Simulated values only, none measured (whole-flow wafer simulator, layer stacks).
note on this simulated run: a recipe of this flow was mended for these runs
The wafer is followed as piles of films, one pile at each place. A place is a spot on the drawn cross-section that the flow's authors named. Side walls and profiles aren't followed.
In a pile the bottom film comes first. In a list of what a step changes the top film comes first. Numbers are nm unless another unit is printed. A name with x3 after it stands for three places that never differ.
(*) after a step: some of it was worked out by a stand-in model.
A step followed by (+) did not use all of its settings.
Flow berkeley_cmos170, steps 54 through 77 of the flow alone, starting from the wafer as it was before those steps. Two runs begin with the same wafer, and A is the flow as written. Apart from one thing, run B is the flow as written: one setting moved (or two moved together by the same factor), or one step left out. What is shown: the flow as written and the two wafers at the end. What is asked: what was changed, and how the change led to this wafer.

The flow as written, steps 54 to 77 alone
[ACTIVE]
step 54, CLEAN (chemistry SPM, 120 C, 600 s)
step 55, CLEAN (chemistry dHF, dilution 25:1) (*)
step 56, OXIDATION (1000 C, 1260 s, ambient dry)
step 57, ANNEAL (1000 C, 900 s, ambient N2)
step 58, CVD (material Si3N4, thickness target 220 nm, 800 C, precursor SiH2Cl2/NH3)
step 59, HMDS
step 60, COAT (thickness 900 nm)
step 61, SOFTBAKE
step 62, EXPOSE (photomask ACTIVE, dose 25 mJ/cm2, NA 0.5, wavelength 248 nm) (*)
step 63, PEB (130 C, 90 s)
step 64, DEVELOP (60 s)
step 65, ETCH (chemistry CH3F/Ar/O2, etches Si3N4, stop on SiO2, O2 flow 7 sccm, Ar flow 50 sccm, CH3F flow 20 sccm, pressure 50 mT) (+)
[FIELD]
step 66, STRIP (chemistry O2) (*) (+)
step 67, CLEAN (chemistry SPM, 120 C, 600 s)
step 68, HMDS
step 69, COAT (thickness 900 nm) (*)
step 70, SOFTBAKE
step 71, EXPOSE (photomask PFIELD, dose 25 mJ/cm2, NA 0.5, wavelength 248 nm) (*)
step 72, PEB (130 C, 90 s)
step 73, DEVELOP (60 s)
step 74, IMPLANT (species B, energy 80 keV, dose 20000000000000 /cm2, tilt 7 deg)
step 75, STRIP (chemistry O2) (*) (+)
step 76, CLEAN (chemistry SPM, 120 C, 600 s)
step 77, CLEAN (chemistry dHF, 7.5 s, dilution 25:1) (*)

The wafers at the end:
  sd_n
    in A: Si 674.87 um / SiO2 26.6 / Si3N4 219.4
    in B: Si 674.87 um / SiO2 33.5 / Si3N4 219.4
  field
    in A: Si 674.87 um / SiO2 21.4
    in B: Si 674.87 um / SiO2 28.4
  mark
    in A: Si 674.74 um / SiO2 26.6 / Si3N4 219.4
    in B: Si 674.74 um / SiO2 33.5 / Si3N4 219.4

The reason: step 56, OXIDATION: 1027 C was run, though the flow has 1000 C.

The path from the change to this, step by step:
  step 56, OXIDATION (1000 C, 1260 s, ambient dry)
      field, mark, sd_n and 10 more: A SiO2 gains 26.6 (new film), Si loses 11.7 | B SiO2 gains 33.5 (new film), Si loses 14.8
